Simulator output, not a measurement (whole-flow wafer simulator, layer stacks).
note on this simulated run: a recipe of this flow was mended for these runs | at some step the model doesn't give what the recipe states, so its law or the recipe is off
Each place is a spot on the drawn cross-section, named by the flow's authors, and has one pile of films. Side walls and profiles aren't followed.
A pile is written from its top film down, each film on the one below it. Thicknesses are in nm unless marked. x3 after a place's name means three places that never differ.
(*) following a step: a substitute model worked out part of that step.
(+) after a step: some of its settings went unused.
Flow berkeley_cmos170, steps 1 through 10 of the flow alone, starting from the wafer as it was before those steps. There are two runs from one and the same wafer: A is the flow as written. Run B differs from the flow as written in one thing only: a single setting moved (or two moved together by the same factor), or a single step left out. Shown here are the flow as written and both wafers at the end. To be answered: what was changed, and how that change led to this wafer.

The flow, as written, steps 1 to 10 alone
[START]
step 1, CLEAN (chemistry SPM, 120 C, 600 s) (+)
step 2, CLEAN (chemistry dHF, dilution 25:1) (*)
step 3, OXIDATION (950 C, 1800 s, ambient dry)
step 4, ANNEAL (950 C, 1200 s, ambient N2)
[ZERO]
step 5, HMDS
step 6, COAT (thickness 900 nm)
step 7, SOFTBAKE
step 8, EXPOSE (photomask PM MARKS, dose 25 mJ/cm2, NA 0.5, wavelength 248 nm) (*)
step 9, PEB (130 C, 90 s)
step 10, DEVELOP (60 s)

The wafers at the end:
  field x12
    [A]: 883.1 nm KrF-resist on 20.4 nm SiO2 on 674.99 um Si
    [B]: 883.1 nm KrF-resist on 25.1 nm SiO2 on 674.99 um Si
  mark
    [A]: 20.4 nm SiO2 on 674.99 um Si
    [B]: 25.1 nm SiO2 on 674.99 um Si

The reason: step 3, OXIDATION: 2520 s was run, though the flow has 1800 s.

Step by step, how the change led to this:
  step 3, OXIDATION (950 C, 1800 s, ambient dry)
      field x12, mark: A +20.4 SiO2 (new film), -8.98 Si | B +25.1 SiO2 (new film), -11 Si
